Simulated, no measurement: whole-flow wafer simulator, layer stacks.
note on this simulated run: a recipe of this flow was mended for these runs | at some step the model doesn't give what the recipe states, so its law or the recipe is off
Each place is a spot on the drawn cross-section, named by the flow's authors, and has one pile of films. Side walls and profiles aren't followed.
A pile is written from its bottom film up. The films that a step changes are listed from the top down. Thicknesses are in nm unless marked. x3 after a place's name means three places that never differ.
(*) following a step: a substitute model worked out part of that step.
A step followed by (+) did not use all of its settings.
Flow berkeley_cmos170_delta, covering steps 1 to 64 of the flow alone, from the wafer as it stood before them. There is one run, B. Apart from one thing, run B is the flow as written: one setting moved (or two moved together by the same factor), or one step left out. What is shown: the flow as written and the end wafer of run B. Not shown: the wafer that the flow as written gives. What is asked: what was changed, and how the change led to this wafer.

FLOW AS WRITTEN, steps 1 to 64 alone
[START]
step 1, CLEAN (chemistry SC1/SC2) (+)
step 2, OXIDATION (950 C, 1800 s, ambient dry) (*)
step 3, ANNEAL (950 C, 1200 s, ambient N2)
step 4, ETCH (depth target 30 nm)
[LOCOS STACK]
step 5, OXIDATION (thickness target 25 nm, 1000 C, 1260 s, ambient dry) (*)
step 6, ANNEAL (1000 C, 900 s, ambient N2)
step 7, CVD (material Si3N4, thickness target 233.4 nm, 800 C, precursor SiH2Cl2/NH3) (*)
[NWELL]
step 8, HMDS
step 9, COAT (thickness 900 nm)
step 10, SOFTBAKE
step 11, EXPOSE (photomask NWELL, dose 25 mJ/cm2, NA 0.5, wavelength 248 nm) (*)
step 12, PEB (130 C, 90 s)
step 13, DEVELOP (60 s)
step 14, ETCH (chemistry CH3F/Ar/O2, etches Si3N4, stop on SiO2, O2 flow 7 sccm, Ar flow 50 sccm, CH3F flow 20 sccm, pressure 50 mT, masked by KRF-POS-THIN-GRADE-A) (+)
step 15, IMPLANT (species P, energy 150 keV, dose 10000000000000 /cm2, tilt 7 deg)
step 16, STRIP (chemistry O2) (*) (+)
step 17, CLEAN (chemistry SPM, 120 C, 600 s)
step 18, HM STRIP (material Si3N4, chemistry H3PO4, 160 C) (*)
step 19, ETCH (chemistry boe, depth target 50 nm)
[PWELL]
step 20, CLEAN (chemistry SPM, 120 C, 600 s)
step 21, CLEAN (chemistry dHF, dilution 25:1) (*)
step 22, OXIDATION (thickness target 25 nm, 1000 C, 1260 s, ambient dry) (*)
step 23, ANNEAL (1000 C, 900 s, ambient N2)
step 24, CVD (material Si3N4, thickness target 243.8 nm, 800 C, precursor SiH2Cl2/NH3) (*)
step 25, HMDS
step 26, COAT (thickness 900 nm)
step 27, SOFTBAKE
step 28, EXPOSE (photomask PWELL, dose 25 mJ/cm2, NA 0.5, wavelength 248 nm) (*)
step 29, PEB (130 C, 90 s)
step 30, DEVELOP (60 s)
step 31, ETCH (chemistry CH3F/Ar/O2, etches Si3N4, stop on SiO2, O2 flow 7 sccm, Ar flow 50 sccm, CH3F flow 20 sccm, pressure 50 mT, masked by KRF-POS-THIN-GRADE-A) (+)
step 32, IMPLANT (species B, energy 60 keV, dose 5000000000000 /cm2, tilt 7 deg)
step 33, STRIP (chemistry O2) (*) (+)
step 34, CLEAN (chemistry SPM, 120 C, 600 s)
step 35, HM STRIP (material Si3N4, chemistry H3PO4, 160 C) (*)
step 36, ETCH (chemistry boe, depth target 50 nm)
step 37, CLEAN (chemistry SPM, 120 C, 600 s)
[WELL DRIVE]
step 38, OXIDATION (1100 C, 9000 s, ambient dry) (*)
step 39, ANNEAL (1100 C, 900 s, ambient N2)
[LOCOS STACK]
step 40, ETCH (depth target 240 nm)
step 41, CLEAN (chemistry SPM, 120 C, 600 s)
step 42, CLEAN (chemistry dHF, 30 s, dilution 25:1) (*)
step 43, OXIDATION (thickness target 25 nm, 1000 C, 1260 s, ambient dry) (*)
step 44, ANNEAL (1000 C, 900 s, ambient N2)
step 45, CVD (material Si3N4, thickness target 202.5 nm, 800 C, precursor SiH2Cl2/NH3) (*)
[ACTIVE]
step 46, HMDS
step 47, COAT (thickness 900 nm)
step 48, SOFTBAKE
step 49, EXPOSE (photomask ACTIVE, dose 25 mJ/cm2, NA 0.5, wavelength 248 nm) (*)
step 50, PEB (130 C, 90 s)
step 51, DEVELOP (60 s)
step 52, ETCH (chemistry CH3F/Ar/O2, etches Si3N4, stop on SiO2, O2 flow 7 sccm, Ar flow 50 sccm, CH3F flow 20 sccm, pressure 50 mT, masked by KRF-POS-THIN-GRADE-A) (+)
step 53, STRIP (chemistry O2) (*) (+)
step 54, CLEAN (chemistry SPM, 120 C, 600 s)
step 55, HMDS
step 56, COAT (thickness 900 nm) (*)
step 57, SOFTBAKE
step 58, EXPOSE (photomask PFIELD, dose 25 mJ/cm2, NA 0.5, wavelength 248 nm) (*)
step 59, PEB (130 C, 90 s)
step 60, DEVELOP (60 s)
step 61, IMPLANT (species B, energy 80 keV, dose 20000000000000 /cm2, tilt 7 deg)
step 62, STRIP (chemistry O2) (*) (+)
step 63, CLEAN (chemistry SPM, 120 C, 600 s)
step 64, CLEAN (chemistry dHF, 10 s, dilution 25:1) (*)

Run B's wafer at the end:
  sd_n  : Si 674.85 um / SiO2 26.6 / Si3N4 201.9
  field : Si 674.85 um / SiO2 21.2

What caused this: step 2, OXIDATION: 1092 C was run, though the flow has 950 C.

Step by step, how the change led to this:
  step 2, OXIDATION (950 C, 1800 s, ambient dry) (*)
      field, sd_n, spacer_n and 6 more: SiO2 gains 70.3 (new film), chemical SiO2 loses 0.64 (all of it), Si loses 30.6 (as written it would have been: SiO2 gains 20.7 (new film), chemical SiO2 loses 0.64 (all of it), Si loses 8.82)
  step 4, ETCH (depth target 30 nm)
      field, sd_n, spacer_n and 6 more: SiO2 loses 30 (as written it would have been: SiO2 loses 20.7 (all of it))
  step 5, OXIDATION (thickness target 25 nm, 1000 C, 1260 s, ambient dry) (*)
      field, sd_n, spacer_n and 6 more: SiO2 gains 11.8, Si loses 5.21 (as written it would have been: SiO2 gains 26.6 (new film), Si loses 11.7)
  step 19, ETCH (chemistry boe, depth target 50 nm)
      field, sd_n, spacer_n, gate, contact, m1: SiO2 loses 44.8 (all of it) (as written it would have been: SiO2 loses 19.3 (all of it))
      sd_p, spacer_p, gate_p: SiO2 loses 33.4 (all of it) (as written it would have been: SiO2 loses 7.83 (all of it))
